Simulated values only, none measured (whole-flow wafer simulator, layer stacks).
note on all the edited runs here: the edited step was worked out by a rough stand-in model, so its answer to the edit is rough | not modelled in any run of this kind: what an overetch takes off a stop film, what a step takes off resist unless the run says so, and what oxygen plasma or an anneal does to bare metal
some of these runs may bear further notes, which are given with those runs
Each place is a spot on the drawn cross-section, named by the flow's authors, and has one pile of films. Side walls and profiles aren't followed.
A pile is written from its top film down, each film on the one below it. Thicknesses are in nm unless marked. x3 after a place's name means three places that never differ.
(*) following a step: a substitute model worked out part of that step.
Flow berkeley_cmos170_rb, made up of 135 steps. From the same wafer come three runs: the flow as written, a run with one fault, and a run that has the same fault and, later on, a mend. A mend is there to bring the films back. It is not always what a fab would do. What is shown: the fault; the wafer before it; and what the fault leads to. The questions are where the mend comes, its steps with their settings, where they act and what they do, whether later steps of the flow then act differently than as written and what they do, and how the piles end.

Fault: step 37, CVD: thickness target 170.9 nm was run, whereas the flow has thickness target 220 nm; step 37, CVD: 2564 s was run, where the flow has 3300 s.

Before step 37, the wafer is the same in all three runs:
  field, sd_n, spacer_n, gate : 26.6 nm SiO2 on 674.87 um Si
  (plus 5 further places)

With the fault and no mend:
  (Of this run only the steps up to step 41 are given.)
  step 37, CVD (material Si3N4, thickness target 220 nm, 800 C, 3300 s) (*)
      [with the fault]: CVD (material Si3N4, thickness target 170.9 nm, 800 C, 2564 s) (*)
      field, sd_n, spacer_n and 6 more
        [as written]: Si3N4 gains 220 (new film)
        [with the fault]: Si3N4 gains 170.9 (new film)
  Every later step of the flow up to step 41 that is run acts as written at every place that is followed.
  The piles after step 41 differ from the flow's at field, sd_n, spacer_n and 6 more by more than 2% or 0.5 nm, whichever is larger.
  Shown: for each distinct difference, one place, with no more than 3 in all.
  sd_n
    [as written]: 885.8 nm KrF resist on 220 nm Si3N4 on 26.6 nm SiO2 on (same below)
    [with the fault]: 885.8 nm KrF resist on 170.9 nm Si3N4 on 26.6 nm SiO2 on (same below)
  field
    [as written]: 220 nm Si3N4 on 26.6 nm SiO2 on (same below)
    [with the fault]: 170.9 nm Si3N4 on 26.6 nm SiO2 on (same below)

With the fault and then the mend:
  The mend stands after step 37.
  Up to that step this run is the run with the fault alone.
  step 37a, ETCH (chemistry h3po4, depth target 196.7 nm) (the flow's step 30, run once more with other settings)
      field, sd_n, spacer_n and 6 more
        Si3N4 loses 170.9 (all of it)
  step 37b, CLEAN (*)
      leaves every film unchanged at each place that is followed
  step 37c, CVD (material Si3N4, thickness target 220 nm, 800 C, 3300 s) (*) (the flow's step 37, run once more)
      field, sd_n, spacer_n and 6 more
        Si3N4 gains 220 (new film)
  Every later step of the flow that is run acts as written at every place that is followed.
  By the end, the piles equal the flow's at every place that both follow.
